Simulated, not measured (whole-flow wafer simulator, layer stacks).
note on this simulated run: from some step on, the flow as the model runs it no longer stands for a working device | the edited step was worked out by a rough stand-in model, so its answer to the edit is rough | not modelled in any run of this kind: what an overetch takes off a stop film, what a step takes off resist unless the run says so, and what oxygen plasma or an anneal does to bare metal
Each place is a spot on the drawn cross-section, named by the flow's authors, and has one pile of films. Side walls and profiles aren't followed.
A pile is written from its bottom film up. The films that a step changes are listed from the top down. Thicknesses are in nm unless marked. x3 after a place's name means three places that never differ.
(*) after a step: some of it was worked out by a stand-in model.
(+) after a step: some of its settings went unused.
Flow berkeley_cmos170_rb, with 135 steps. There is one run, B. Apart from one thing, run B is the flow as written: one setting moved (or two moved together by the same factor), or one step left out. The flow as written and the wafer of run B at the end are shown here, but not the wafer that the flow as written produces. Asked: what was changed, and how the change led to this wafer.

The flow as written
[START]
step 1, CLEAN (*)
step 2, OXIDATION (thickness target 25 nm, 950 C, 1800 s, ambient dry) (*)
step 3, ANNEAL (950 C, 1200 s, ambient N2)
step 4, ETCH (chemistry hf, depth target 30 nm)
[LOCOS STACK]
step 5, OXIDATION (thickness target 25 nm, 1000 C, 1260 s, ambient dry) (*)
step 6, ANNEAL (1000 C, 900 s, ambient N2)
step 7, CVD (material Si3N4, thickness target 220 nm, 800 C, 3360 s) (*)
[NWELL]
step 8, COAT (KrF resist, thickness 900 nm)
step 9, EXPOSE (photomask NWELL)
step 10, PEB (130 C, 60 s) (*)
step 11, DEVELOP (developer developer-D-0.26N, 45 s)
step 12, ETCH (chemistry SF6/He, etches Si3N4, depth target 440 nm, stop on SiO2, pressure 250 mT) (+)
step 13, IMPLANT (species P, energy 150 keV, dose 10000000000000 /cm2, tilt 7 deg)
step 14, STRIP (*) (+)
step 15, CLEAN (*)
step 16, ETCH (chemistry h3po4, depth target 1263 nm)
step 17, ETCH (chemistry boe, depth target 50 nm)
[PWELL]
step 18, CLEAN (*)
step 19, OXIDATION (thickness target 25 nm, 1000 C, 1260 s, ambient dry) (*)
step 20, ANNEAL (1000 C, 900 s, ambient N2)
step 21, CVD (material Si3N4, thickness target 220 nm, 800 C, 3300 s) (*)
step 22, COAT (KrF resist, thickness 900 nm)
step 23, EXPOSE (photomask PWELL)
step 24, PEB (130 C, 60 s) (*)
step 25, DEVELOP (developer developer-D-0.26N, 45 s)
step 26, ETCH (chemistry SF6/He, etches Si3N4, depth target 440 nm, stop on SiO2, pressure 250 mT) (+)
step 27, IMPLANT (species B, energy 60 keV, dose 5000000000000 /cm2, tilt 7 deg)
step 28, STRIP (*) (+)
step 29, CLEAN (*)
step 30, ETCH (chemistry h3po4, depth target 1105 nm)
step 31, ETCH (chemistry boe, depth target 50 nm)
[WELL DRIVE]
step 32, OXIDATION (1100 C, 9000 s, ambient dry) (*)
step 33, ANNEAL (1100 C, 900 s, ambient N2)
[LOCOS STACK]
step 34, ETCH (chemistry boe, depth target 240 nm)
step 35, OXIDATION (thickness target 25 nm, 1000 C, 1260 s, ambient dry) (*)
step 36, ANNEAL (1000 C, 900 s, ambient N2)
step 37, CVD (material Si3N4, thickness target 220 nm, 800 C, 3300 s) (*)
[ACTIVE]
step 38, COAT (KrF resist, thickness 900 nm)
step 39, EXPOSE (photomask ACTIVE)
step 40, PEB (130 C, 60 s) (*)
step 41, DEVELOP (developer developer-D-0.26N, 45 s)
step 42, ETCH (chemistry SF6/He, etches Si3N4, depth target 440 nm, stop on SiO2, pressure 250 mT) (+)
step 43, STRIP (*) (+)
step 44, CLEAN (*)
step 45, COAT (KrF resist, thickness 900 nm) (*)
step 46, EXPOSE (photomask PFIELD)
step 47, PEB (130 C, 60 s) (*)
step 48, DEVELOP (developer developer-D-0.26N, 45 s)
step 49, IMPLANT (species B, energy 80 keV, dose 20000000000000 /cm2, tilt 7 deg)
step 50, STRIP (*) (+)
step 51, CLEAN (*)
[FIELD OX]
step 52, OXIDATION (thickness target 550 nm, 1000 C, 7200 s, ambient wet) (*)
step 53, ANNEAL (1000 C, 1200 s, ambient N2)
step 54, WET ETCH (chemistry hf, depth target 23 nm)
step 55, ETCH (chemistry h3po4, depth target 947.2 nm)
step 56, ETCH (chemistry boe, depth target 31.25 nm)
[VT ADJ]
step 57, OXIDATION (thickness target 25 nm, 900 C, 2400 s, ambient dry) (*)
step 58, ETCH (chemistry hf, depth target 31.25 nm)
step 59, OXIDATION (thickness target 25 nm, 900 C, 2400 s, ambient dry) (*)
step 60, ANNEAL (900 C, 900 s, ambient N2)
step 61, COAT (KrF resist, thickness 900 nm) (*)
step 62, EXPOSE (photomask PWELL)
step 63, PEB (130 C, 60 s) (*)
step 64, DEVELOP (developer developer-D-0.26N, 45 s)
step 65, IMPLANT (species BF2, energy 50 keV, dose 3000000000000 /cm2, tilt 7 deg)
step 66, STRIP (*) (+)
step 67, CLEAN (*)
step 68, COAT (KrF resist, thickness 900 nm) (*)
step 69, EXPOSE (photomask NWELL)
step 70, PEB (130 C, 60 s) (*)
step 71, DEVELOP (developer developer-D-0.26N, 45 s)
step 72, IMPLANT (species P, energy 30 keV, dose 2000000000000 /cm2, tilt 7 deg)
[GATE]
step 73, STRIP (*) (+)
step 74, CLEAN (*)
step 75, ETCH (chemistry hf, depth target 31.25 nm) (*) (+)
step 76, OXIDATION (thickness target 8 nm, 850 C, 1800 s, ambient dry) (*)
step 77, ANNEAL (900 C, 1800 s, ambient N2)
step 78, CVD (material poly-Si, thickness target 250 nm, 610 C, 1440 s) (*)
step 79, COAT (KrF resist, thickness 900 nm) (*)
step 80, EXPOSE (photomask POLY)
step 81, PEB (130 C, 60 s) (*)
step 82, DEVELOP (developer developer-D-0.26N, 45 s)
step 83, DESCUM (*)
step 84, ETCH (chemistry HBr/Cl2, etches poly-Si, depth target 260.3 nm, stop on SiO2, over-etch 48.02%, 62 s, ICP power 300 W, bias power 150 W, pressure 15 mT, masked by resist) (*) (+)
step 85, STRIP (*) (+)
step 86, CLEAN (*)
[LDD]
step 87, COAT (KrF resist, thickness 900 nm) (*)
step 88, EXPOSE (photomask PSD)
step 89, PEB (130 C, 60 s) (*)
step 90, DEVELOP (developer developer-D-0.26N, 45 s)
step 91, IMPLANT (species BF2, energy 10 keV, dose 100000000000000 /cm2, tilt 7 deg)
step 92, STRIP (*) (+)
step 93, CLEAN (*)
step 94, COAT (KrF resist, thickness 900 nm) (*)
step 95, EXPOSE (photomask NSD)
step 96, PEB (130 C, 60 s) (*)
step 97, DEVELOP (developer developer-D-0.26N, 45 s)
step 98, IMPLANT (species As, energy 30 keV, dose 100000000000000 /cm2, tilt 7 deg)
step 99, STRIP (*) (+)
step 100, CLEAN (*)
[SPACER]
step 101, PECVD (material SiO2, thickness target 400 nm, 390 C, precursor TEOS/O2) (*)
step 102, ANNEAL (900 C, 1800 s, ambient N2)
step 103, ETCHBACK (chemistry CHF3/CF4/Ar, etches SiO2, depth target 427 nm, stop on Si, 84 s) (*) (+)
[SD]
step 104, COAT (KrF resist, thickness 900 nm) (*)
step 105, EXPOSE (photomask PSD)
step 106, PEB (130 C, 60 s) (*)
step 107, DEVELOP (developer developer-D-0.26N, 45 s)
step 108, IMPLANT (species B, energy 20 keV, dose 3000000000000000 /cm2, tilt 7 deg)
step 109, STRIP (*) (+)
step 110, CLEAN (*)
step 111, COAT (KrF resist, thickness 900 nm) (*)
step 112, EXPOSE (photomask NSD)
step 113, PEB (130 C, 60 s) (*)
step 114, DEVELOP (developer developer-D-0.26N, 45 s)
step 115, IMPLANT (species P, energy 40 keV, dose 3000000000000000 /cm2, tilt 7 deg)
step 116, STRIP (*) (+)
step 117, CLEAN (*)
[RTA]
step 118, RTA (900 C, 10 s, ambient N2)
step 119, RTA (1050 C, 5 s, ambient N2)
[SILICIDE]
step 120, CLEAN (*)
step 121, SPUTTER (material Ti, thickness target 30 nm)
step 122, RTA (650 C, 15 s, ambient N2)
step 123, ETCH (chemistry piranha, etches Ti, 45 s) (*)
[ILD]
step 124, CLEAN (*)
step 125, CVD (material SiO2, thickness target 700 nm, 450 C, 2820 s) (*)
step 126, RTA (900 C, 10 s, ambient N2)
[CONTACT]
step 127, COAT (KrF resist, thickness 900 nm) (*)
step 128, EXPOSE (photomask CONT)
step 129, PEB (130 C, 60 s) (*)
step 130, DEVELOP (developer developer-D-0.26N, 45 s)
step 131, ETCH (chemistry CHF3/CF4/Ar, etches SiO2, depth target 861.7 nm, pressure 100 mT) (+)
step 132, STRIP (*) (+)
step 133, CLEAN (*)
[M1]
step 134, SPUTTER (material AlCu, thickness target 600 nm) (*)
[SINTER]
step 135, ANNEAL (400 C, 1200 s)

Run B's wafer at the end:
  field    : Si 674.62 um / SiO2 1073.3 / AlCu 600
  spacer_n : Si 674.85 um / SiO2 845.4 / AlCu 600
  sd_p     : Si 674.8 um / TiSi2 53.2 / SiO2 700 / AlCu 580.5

Cause: step 103, ETCHBACK: depth target 512 nm was run, whereas the flow has depth target 427 nm.

Step by step, how the change led to this:
  step 103, ETCHBACK (chemistry CHF3/CF4/Ar, etches SiO2, depth target 427 nm, stop on Si, 84 s) (*) (+)
      spacer_n, spacer_p: -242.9 SiO2 (as written it would have been: -157.9 SiO2)
      field: -512 SiO2 (as written it would have been: -427 SiO2)
  step 104, COAT (KrF resist, thickness 900 nm) (*)
      field: +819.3 KrF resist (new film) (as written it would have been: +769.1 KrF resist (new film))
      sd_n: +950 KrF resist (new film) (as written it would have been: +982.1 KrF resist (new film))
      (as well as at 7 more places)
  step 107, DEVELOP (developer developer-D-0.26N, 45 s)
      sd_p: -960 KrF resist (all of it) (as written it would have been: -990.7 KrF resist (all of it))
      spacer_p: -824.9 KrF resist (all of it) (as written it would have been: -767.7 KrF resist (all of it))
      (as well as at 1 more place)
  step 109, STRIP (*) (+)
      field: -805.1 KrF resist (all of it) (as written it would have been: -754.9 KrF resist (all of it))
      sd_n: -935.8 KrF resist (all of it) (as written it would have been: -967.9 KrF resist (all of it))
      (as well as at 4 more places)
  step 111, COAT (KrF resist, thickness 900 nm) (*)
      field: +819.3 KrF resist (new film) (as written it would have been: +769.1 KrF resist (new film))
      sd_n: +950 KrF resist (new film) (as written it would have been: +982.1 KrF resist (new film))
      (as well as at 7 more places)
  step 114, DEVELOP (developer developer-D-0.26N, 45 s)
      sd_n: -950 KrF resist (all of it) (as written it would have been: -982.1 KrF resist (all of it))
      spacer_n: -824.1 KrF resist (all of it) (as written it would have been: -766.3 KrF resist (all of it))
      (as well as at 2 more places)
  step 116, STRIP (*) (+)
      field: -805.1 KrF resist (all of it) (as written it would have been: -754.9 KrF resist (all of it))
      sd_p: -945.8 KrF resist (all of it) (as written it would have been: -976.5 KrF resist (all of it))
      (as well as at 3 more places)
  step 121, SPUTTER (material Ti, thickness target 30 nm)
      sd_p: +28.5 Ti (new film) (as written it would have been: +27.1 Ti (new film))
  step 122, RTA (650 C, 15 s, ambient N2)
      sd_p: -22.2 Ti, +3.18 TiSi first (new film), +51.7 TiSi2 C49 (new film), -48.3 Si (as written it would have been: -21.1 Ti, +0.61 TiSi first (new film), +52.9 TiSi2 C49 (new film), -47.6 Si)
  step 126, RTA (900 C, 10 s, ambient N2)
      sd_p: under 1 film: +53.2 TiSi2 (new film), -3.18 TiSi first (all of it), -51.7 TiSi2 C49 (all of it), -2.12 Si (as written it would have been: under 1 film: +50.7 TiSi2 (new film), -0.61 TiSi first (all of it), -52.9 TiSi2 C49 (all of it), -0.41 Si)
  step 127, COAT (KrF resist, thickness 900 nm) (*)
      field: +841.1 KrF resist (new film) (as written it would have been: +804.9 KrF resist (new film))
      sd_n: +965.6 KrF resist (new film) (as written it would have been: +1010 KrF resist (new film))
      (as well as at 7 more places)
  step 130, DEVELOP (developer developer-D-0.26N, 45 s)
      contact: -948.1 KrF resist (all of it) (as written it would have been: -979.7 KrF resist (all of it))
  step 132, STRIP (*) (+)
      field: -611.4 KrF resist (all of it) (as written it would have been: -575.3 KrF resist (all of it))
      sd_n: -736 KrF resist (all of it) (as written it would have been: -780.4 KrF resist (all of it))
      (as well as at 6 more places)
  step 134, SPUTTER (material AlCu, thickness target 600 nm) (*)
      sd_p: +580.5 AlCu (new film) (as written it would have been: +545.9 AlCu (new film))
